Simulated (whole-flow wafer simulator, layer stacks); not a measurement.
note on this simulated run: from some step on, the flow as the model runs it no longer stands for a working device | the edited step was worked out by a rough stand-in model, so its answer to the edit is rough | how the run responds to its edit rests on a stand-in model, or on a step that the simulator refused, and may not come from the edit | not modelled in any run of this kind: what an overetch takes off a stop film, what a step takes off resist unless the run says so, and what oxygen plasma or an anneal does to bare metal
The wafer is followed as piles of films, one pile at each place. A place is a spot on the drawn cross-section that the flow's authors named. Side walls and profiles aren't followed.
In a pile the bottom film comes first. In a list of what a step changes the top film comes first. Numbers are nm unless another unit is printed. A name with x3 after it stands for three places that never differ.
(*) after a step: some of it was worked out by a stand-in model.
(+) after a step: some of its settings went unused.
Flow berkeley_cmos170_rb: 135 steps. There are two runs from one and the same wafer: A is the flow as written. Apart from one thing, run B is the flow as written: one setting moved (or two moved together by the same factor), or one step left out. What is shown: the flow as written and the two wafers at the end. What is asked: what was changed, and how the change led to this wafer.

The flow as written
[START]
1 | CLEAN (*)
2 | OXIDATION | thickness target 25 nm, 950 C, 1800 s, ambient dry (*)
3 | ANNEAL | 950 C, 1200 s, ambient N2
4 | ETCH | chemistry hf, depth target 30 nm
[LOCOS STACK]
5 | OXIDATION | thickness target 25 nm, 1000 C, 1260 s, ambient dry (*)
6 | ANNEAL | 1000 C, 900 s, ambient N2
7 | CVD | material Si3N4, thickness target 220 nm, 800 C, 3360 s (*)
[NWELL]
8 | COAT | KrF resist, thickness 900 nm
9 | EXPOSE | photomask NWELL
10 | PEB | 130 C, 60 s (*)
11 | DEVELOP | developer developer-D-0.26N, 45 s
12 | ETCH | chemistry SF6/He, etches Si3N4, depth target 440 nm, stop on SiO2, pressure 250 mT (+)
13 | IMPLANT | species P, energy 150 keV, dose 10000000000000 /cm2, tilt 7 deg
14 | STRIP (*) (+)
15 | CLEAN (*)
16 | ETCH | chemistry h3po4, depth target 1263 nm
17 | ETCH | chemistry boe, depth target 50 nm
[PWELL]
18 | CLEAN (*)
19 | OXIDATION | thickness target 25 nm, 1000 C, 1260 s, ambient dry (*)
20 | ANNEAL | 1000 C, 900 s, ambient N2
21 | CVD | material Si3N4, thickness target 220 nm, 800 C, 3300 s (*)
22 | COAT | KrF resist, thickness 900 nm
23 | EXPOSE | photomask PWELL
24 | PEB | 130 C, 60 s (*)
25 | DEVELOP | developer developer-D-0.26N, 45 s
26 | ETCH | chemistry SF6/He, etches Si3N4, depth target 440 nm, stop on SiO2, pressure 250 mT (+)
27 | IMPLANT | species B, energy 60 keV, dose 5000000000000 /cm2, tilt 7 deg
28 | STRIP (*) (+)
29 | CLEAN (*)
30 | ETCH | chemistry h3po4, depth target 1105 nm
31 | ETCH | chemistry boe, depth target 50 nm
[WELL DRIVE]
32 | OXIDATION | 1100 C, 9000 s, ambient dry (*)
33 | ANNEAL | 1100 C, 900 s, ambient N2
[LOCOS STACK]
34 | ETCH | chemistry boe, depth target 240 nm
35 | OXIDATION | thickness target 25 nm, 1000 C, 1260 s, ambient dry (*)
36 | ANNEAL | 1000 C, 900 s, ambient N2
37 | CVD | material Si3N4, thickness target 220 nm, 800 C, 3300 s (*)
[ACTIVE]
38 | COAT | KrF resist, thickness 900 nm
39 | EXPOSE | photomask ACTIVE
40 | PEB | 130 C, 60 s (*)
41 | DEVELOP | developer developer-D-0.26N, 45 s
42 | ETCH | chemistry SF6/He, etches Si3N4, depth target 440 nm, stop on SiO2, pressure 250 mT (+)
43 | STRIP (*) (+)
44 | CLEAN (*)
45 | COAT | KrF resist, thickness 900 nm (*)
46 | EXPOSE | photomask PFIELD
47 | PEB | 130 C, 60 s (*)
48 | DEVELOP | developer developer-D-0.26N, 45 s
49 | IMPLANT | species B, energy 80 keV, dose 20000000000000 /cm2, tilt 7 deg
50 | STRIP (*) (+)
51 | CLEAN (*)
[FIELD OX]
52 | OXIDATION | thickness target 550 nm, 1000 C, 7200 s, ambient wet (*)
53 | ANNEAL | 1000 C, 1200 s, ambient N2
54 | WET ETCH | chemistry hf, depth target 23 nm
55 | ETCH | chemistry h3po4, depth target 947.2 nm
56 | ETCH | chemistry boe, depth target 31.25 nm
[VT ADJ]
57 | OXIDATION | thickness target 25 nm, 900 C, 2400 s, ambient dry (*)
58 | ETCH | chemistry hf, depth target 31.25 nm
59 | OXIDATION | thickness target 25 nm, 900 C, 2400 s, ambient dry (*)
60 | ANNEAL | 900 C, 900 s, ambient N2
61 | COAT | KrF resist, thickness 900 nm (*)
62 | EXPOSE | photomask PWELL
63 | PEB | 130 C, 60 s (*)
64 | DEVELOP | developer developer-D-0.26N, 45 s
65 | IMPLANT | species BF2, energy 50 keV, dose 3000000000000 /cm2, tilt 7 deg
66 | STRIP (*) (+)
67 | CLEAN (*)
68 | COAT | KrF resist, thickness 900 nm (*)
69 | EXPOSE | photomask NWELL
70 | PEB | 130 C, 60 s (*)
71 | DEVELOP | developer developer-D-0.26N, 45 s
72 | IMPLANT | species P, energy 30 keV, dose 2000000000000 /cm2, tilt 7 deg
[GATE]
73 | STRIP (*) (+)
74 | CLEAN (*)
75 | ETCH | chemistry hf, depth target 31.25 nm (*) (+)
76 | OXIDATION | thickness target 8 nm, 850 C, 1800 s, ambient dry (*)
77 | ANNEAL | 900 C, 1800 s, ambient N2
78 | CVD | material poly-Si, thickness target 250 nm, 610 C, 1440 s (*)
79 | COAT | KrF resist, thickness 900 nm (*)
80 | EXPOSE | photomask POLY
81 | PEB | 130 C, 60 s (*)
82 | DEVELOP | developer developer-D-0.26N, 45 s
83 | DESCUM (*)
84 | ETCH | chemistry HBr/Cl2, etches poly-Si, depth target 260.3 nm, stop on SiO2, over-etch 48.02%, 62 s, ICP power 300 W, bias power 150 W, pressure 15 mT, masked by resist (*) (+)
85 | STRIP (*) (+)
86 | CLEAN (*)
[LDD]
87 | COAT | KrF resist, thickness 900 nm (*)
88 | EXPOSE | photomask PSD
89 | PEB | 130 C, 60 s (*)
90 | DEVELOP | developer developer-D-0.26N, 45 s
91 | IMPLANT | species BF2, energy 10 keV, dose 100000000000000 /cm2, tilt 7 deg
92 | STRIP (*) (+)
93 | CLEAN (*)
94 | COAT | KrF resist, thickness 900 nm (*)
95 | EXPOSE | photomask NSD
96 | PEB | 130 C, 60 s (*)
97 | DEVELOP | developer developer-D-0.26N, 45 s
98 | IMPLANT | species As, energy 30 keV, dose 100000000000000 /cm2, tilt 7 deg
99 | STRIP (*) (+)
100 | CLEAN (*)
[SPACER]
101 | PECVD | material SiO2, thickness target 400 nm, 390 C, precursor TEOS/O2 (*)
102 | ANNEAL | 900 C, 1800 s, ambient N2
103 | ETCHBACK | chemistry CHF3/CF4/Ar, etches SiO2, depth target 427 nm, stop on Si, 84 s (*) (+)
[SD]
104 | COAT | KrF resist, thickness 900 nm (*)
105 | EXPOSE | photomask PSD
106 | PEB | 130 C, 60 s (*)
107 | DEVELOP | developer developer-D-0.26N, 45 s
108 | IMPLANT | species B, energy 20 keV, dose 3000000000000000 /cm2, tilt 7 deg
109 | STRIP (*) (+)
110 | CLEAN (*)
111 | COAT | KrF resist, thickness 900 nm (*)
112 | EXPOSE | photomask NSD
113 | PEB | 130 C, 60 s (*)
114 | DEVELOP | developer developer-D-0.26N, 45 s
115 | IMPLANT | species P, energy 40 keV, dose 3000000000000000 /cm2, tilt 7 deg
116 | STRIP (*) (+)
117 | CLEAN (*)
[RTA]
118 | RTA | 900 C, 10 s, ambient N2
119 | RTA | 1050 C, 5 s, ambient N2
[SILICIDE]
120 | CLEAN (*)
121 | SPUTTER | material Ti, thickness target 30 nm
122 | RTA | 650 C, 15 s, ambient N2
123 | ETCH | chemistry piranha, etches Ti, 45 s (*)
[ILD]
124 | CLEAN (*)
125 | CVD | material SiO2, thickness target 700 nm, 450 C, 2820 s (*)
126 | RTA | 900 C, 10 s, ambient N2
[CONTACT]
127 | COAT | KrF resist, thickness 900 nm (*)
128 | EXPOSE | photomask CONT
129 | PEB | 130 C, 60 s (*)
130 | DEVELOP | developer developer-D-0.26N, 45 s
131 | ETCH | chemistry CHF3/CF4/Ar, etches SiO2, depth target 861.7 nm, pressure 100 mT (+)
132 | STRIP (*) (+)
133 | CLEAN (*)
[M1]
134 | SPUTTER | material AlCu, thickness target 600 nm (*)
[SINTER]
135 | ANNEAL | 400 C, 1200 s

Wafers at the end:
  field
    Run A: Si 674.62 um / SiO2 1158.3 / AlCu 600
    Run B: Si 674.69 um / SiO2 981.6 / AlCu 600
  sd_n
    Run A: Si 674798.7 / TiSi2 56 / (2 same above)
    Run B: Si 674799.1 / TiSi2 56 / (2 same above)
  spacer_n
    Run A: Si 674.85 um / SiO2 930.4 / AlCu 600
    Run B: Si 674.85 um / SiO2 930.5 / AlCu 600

The reason: step 52, OXIDATION: 950 C was run, though the flow has 1000 C.

Step by step, how the change led to this:
  52 | OXIDATION | thickness target 550 nm, 1000 C, 7200 s, ambient wet (*)
      gate: A SiO2 gains 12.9 (new film), Si3N4 loses 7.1, SiO2 gains 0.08, Si loses 0.08 | B SiO2 gains 6.22 (new film), Si3N4 loses 3.43
      spacer_n, spacer_p, gate_p, contact: A SiO2 gains 12.9 (new film), Si3N4 loses 7.1 | B SiO2 gains 6.22 (new film), Si3N4 loses 3.43
      (as well as at 4 more places)
  54 | WET ETCH | chemistry hf, depth target 23 nm
      sd_n, spacer_n, gate, sd_p, spacer_p, gate_p, contact, m1: A SiO2 loses 12.9 (all of it) | B SiO2 loses 6.22 (all of it)
  56 | ETCH | chemistry boe, depth target 31.25 nm
      sd_n: A SiO2 loses 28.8 (all of it) | B SiO2 loses 27.8 (all of it)
      m1: A SiO2 loses 31.5 (all of it) | B SiO2 loses 29.2 (all of it)
  57 | OXIDATION | thickness target 25 nm, 900 C, 2400 s, ambient dry (*)
      field: A SiO2 gains 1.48, Si loses 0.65 | B SiO2 gains 2.01, Si loses 0.89
  59 | OXIDATION | thickness target 25 nm, 900 C, 2400 s, ambient dry (*)
      field: A SiO2 gains 1.55, Si loses 0.68 | B SiO2 gains 2.14, Si loses 0.94
  61 | COAT | KrF resist, thickness 900 nm (*)
      field: A KrF resist gains 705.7 (new film) | B KrF resist gains 777.6 (new film)
      sd_n: A KrF resist gains 957.5 (new film) | B KrF resist gains 934.9 (new film)
      (as well as at 1 more place)
  64 | DEVELOP | developer developer-D-0.26N, 45 s
      field: A KrF resist loses 705.7 (all of it) | B KrF resist loses 777.6 (all of it)
      sd_n: A KrF resist loses 957.5 (all of it) | B KrF resist loses 934.9 (all of it)
  66 | STRIP (*) (+)
      m1: A KrF resist loses 936.1 (all of it) | B KrF resist loses 916.7 (all of it)
  68 | COAT | KrF resist, thickness 900 nm (*)
      field: A KrF resist gains 705.7 (new film) | B KrF resist gains 777.6 (new film)
      sd_n: A KrF resist gains 957.5 (new film) | B KrF resist gains 934.9 (new film)
      (as well as at 1 more place)
  73 | STRIP (*) (+)
      field: A KrF resist loses 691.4 (all of it) | B KrF resist loses 763.4 (all of it)
      sd_n: A KrF resist loses 943.2 (all of it) | B KrF resist loses 920.7 (all of it)
      (as well as at 1 more place)
  79 | COAT | KrF resist, thickness 900 nm (*)
      spacer_n, spacer_p, gate_p: A KrF resist gains 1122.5 (new film) | B KrF resist gains 1020.5 (new film)
      gate: A KrF resist gains 1122.6 (new film) | B KrF resist gains 1020.5 (new film)
      (as well as at 2 more places)
  82 | DEVELOP | developer developer-D-0.26N, 45 s
      spacer_n, spacer_p: A KrF resist loses 1122.5 (all of it) | B KrF resist loses 1020.5 (all of it)
      contact: A KrF resist loses 948.3 (all of it) | B KrF resist loses 927.4 (all of it)
      (as well as at 1 more place)
  85 | STRIP (*) (+)
      gate: A KrF resist loses 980 (all of it) | B KrF resist loses 877.9 (all of it)
      gate_p: A KrF resist loses 979.9 (all of it) | B KrF resist loses 877.9 (all of it)
  87 | COAT | KrF resist, thickness 900 nm (*)
      field: A KrF resist gains 730.1 (new film) | B KrF resist gains 799 (new film)
      sd_n: A KrF resist gains 962.1 (new film) | B KrF resist gains 935.8 (new film)
      (as well as at 1 more place)
  92 | STRIP (*) (+)
      field: A KrF resist loses 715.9 (all of it) | B KrF resist loses 784.8 (all of it)
      sd_n: A KrF resist loses 947.9 (all of it) | B KrF resist loses 921.6 (all of it)
      (as well as at 1 more place)
  94 | COAT | KrF resist, thickness 900 nm (*)
      field: A KrF resist gains 730.1 (new film) | B KrF resist gains 799 (new film)
      sd_n: A KrF resist gains 962.1 (new film) | B KrF resist gains 935.8 (new film)
      (as well as at 1 more place)
  ... 15 other steps ...
  134 | SPUTTER | material AlCu, thickness target 600 nm (*)
      sd_p: A AlCu gains 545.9 (new film) | B AlCu gains 584.3 (new film)
